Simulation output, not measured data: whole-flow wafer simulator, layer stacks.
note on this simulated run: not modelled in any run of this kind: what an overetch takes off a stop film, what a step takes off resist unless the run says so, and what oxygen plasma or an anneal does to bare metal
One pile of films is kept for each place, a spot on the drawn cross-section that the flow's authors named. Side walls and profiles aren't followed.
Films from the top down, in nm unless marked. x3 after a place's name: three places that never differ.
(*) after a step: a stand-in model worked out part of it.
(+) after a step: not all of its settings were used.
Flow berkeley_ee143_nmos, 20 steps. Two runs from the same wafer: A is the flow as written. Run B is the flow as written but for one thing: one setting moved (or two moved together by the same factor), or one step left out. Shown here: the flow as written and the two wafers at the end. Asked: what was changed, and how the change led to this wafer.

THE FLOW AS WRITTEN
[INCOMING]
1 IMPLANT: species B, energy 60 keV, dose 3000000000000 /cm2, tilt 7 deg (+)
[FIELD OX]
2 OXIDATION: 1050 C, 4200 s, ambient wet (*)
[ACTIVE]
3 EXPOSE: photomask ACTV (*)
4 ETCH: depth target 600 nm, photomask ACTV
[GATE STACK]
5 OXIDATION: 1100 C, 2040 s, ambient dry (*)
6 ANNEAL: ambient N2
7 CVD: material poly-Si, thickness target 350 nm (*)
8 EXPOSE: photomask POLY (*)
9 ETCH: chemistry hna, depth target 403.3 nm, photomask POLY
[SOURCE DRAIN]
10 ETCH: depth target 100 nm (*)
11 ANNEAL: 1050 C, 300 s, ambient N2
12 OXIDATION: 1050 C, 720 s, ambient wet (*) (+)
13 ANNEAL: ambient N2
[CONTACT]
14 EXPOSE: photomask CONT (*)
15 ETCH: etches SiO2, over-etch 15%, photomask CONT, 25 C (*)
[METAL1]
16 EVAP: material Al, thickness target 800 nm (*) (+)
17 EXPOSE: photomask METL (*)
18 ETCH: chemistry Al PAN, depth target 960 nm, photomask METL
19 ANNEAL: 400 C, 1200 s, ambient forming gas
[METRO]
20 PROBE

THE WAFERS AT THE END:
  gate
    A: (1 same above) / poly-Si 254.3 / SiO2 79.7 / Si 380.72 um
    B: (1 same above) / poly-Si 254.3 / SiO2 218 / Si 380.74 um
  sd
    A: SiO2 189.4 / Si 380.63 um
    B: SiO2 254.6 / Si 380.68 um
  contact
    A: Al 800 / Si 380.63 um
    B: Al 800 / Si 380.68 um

The cause: step 4, ETCH: depth target 375 nm was run, where the flow has depth target 600 nm.

How the change led to this, step by step:
  4 ETCH: depth target 600 nm, photomask ACTV
      gate, sd, contact: A SiO2 -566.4 (all of it) | B SiO2 -375
  5 OXIDATION: 1100 C, 2040 s, ambient dry (*)
      gate, sd, contact: A SiO2 +79.7 (new film), Si -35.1 | B SiO2 +26.6, Si -11.7
  10 ETCH: depth target 100 nm (*)
      sd, contact: A SiO2 -79.7 (all of it) | B SiO2 -100
  12 OXIDATION: 1050 C, 720 s, ambient wet (*) (+)
      sd, contact: A SiO2 +189.4 (new film), Si -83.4 | B SiO2 +136.6, Si -60.1
  15 ETCH: etches SiO2, over-etch 15%, photomask CONT, 25 C (*)
      contact: A SiO2 -189.4 (all of it) | B SiO2 -254.6 (all of it)
